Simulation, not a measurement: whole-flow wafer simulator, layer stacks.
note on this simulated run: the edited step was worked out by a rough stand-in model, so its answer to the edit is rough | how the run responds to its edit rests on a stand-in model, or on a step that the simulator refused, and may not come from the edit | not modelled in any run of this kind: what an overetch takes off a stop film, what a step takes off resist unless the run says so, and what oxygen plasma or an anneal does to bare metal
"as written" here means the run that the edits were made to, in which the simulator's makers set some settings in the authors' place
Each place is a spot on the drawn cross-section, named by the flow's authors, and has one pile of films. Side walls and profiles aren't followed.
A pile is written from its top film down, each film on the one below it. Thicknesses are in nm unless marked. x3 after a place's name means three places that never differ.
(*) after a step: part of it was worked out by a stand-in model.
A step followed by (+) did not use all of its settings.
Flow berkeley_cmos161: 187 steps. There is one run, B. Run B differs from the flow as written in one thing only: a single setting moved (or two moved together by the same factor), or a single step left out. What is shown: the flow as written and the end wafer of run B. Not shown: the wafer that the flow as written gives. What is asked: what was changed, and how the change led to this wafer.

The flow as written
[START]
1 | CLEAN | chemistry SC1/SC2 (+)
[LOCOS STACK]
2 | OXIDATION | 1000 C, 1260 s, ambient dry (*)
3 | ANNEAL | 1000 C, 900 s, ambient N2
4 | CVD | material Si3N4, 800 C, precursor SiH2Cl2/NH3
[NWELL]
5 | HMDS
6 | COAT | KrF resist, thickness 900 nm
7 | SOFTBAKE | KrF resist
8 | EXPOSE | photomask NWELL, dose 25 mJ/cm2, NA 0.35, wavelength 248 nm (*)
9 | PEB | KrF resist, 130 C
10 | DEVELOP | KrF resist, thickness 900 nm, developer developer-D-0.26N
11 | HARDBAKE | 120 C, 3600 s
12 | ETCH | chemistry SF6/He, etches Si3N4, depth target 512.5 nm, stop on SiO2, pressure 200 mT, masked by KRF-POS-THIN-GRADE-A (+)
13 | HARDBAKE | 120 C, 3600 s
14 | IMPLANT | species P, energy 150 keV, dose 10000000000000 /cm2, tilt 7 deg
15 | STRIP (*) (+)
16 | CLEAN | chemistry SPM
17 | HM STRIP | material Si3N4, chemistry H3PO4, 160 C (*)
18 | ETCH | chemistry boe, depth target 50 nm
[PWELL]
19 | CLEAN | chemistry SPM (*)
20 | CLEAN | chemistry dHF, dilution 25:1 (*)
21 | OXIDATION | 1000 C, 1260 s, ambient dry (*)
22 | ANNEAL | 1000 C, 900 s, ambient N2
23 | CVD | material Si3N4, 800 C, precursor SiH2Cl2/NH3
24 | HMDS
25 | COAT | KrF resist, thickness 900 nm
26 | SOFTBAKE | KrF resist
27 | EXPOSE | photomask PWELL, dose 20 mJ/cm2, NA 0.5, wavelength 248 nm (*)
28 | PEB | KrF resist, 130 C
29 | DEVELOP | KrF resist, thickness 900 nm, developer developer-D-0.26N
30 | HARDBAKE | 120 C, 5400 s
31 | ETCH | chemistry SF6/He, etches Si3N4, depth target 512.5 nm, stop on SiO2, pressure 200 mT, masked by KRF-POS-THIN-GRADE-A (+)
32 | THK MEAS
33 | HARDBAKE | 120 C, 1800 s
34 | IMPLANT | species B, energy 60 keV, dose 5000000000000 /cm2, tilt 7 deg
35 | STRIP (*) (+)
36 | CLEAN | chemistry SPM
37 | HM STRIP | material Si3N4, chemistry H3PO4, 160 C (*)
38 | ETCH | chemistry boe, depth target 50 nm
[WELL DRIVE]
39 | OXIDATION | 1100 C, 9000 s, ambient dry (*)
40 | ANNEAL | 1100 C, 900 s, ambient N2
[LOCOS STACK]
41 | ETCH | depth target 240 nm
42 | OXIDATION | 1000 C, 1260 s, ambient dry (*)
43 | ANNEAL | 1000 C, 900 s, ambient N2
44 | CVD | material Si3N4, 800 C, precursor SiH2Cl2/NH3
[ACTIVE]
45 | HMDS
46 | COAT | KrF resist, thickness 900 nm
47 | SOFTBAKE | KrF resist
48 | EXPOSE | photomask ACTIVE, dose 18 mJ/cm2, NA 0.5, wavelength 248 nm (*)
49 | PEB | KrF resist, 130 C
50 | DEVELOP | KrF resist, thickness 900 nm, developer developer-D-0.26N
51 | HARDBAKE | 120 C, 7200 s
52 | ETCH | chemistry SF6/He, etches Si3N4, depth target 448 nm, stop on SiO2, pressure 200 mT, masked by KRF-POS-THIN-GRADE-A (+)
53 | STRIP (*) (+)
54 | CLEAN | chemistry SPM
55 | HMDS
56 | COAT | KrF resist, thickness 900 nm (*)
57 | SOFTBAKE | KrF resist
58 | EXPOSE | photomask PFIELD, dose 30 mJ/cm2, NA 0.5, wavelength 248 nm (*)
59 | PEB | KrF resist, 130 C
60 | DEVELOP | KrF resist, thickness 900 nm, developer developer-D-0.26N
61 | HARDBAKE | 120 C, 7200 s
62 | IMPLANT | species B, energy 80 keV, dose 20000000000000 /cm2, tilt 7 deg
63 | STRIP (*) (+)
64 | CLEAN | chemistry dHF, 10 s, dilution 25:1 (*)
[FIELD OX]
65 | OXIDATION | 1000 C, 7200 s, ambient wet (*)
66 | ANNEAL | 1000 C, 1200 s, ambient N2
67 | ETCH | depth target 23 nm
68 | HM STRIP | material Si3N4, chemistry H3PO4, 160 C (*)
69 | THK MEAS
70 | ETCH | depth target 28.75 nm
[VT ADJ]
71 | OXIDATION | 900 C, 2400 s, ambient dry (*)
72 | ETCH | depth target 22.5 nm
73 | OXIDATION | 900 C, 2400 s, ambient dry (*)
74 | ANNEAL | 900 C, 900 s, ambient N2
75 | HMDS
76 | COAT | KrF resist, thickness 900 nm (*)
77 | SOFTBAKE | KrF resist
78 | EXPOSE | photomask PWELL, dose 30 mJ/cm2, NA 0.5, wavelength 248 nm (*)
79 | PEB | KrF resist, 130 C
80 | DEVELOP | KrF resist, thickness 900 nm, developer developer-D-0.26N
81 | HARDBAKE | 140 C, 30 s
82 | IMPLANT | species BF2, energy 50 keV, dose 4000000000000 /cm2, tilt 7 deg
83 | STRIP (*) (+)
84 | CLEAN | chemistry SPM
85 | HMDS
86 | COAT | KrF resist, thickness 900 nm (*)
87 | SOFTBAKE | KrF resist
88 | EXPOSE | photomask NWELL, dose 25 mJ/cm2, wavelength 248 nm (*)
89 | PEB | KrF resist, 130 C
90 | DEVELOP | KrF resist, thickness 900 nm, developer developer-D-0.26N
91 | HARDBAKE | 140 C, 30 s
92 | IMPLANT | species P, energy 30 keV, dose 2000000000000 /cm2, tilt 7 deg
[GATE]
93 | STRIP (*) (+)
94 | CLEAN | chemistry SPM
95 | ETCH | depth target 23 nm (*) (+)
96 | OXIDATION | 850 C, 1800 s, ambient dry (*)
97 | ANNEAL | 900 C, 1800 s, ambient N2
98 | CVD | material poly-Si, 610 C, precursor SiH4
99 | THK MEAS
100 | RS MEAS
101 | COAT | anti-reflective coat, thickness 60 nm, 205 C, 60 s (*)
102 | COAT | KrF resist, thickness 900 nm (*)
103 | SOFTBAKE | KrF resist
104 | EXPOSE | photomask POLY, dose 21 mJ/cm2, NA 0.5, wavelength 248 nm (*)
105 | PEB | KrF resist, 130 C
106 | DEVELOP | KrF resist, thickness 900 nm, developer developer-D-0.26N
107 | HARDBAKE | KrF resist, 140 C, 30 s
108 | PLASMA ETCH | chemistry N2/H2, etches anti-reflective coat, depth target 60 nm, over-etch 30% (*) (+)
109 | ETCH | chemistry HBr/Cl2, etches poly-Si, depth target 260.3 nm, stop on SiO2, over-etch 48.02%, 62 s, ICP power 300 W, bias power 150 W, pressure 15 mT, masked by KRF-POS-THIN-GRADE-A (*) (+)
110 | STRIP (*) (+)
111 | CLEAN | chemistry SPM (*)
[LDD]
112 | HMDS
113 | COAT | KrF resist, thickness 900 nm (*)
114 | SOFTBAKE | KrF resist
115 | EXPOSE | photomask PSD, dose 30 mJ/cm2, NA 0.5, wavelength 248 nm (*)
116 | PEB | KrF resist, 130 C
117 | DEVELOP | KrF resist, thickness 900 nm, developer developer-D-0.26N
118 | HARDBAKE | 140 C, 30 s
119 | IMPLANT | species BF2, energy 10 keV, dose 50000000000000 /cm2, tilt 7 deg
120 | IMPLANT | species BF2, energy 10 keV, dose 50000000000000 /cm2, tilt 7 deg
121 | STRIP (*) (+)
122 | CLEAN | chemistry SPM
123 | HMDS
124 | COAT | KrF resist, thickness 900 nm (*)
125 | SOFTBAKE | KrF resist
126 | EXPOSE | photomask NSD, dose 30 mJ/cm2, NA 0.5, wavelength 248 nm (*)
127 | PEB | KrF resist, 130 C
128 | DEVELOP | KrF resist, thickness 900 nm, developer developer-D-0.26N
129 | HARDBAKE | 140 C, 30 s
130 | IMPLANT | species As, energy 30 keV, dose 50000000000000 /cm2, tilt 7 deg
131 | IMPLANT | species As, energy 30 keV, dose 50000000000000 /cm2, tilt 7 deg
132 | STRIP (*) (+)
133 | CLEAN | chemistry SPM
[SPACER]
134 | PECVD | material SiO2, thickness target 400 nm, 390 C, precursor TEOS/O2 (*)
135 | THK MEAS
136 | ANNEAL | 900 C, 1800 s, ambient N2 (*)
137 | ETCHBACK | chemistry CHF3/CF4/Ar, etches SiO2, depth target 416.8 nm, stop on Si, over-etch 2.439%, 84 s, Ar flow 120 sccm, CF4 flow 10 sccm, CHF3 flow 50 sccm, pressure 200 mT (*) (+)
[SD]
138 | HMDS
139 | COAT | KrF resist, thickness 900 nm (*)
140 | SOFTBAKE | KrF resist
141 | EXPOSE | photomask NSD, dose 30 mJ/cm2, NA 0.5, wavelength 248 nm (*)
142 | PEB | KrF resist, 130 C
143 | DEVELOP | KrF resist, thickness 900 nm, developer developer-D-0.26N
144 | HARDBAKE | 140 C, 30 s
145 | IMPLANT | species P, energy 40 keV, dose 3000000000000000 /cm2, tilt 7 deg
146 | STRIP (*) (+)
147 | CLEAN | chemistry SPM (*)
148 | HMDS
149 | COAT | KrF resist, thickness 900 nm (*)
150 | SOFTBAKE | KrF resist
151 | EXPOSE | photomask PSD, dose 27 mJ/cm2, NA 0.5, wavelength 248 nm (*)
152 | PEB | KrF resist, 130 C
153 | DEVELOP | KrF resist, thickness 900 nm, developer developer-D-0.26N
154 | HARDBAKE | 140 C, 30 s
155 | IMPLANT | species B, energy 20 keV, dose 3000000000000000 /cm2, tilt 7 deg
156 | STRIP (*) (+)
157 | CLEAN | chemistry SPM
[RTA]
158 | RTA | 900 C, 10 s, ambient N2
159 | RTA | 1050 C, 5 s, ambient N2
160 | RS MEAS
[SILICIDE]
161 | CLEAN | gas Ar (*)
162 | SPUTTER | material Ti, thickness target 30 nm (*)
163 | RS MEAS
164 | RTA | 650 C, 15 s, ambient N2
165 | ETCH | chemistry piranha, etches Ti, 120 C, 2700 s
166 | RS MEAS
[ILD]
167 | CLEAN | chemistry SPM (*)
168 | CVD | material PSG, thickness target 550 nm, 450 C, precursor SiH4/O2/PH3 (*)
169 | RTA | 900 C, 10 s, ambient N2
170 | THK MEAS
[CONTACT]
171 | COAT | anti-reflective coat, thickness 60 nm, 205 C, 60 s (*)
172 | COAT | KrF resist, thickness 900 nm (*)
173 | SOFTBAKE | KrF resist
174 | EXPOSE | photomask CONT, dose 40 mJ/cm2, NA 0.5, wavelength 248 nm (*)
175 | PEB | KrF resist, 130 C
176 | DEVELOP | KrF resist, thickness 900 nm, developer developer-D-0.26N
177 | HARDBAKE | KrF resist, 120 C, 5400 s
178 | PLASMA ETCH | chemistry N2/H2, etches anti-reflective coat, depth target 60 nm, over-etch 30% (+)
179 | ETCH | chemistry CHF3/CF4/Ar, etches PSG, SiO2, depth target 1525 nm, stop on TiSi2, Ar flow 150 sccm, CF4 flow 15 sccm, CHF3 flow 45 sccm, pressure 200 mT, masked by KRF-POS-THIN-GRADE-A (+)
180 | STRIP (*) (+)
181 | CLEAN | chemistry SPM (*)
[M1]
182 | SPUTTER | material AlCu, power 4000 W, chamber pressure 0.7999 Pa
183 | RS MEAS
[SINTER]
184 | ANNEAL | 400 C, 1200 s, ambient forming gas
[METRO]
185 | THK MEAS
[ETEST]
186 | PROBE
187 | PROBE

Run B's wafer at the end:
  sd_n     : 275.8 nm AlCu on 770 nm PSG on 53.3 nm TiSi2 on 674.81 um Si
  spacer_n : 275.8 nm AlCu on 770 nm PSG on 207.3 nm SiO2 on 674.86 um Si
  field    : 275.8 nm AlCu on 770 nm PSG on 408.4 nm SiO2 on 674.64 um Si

What caused this: step 168, CVD: thickness target 770 nm was run, though the flow has thickness target 550 nm.
The wafer itself shows it: sd_n has PSG 770, and step 168 as written asks for 550 nm.

The path from the change to this, step by step:
  168 | CVD | material PSG, thickness target 550 nm, 450 C, precursor SiH4/O2/PH3 (*)
      field, sd_n, spacer_n, gate_n, spacer_p, gate_p, contact, m1: +770 PSG (new film) (as written it would have been: +550 PSG (new film))
      sd_p: +726.4 PSG (new film) (as written it would have been: +521.9 PSG (new film))
  171 | COAT | anti-reflective coat, thickness 60 nm, 205 C, 60 s (*)
      field: +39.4 anti-reflective coat (new film) (as written it would have been: +38.5 anti-reflective coat (new film))
      sd_n: +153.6 anti-reflective coat (new film) (as written it would have been: +149.7 anti-reflective coat (new film))
      (also at 3 further places)
  178 | PLASMA ETCH | chemistry N2/H2, etches anti-reflective coat, depth target 60 nm, over-etch 30% (+)
      field, sd_n, spacer_n, gate_n, sd_p, spacer_p, gate_p, m1: -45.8 KrF resist (as written it would have been: -44.3 KrF resist)
      contact: -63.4 anti-reflective coat (all of it), -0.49 PSG (as written it would have been: -61.4 anti-reflective coat (all of it), -0.47 PSG)
  179 | ETCH | chemistry CHF3/CF4/Ar, etches PSG, SiO2, depth target 1525 nm, stop on TiSi2, Ar flow 150 sccm, CF4 flow 15 sccm, CHF3 flow 45 sccm, pressure 200 mT, masked by KRF-POS-THIN-GRADE-A (+)
      field, sd_n, spacer_n, gate_n, sd_p, spacer_p, gate_p, m1: -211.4 KrF resist (as written it would have been: -156.4 KrF resist)
      contact: -769.5 PSG (all of it), -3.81 TiSi2 (as written it would have been: -549.5 PSG (all of it), -3.81 TiSi2)
  180 | STRIP (*) (+)
      field: -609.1 KrF resist (all of it), -39.4 anti-reflective coat (all of it) (as written it would have been: -665.1 KrF resist (all of it), -38.5 anti-reflective coat (all of it))
      sd_n: -632.8 KrF resist (all of it), -153.6 anti-reflective coat (all of it) (as written it would have been: -692.5 KrF resist (all of it), -149.7 anti-reflective coat (all of it))
      (also at 6 further places)
  182 | SPUTTER | material AlCu, power 4000 W, chamber pressure 0.7999 Pa
      contact: +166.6 AlCu (new film) (as written it would have been: +192.2 AlCu (new film))
